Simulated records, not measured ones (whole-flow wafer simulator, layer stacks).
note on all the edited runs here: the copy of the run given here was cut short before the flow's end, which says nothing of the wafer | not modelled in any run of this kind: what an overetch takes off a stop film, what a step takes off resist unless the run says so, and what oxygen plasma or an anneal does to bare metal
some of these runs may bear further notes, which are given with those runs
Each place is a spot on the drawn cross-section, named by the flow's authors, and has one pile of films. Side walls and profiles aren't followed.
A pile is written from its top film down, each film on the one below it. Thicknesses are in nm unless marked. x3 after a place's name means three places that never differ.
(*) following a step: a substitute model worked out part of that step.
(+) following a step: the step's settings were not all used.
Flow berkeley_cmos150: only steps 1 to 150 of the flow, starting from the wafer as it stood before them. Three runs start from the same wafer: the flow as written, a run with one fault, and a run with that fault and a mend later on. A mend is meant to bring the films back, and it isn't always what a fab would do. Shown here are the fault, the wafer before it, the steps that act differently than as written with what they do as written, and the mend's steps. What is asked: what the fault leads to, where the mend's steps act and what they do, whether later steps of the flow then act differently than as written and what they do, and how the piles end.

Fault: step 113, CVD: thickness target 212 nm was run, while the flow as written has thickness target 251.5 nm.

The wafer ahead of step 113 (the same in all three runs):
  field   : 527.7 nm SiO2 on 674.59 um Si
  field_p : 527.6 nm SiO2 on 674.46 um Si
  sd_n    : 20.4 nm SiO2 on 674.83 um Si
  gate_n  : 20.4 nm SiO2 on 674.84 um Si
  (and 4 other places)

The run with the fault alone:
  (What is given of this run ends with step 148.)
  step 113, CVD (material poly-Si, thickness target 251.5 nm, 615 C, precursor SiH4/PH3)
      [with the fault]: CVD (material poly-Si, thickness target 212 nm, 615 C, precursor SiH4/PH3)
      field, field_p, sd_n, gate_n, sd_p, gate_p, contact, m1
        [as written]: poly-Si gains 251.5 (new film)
        [with the fault]: poly-Si gains 212 (new film)
  Steps later in the flow that act otherwise than as written (9 more steps, not shown, differ only slightly: by at most 2% or 0.5 nm, whichever is larger):
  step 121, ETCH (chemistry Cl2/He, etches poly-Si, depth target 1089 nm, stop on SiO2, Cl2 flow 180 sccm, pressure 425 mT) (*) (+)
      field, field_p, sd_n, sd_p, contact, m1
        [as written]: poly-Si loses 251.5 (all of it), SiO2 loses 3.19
        [with the fault]: poly-Si loses 212 (all of it), SiO2 loses 3.19
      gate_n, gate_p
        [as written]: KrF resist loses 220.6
        [with the fault]: KrF resist loses 192.4
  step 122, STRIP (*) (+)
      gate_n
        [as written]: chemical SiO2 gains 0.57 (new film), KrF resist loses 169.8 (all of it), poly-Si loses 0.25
        [with the fault]: chemical SiO2 gains 0.59 (new film), KrF resist loses 197 (all of it), poly-Si loses 0.26
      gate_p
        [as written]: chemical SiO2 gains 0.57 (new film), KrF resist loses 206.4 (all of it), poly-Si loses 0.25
        [with the fault]: chemical SiO2 gains 0.59 (new film), KrF resist loses 233.4 (all of it), poly-Si loses 0.26
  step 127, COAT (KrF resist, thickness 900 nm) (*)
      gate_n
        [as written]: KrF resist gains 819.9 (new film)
        [with the fault]: KrF resist gains 846.7 (new film)
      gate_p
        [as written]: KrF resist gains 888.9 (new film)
        [with the fault]: KrF resist gains 916.3 (new film)
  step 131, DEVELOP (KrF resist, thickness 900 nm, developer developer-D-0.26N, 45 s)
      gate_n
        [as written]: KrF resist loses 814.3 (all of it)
        [with the fault]: KrF resist loses 840.9 (all of it)
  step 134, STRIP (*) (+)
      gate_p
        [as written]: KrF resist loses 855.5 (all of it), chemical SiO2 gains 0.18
        [with the fault]: KrF resist loses 882.3 (all of it), chemical SiO2 gains 0.18
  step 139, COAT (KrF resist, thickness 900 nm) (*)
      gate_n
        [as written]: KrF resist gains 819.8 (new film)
        [with the fault]: KrF resist gains 846.6 (new film)
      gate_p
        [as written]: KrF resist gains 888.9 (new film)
        [with the fault]: KrF resist gains 916.2 (new film)
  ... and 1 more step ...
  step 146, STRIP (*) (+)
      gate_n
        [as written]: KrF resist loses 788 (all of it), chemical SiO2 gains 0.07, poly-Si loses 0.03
        [with the fault]: KrF resist loses 814.2 (all of it), chemical SiO2 gains 0.07, poly-Si loses 0.03
  Once step 148 is done, the piles at gate_n, gate_p depart from the flow's by more than 2% or 0.5 nm, whichever is larger.
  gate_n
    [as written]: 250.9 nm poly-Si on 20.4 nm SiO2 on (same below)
    [with the fault]: 211.4 nm poly-Si on 20.4 nm SiO2 on (same below)
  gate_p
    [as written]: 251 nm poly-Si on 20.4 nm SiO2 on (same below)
    [with the fault]: 211.5 nm poly-Si on 20.4 nm SiO2 on (same below)

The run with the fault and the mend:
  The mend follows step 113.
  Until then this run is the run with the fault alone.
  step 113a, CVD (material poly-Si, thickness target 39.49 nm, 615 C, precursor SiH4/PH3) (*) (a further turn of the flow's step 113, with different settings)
      field, field_p, sd_n, gate_n, sd_p, gate_p, contact, m1
        poly-Si gains 39.5
  Later steps of the flow that are run all act as written at every place that is followed, up to a difference of at most 2% or 0.5 nm, whichever is larger.
  At the end the piles are close to the flow's at the places that both follow, differing by at most 2% or 0.5 nm, whichever is larger.
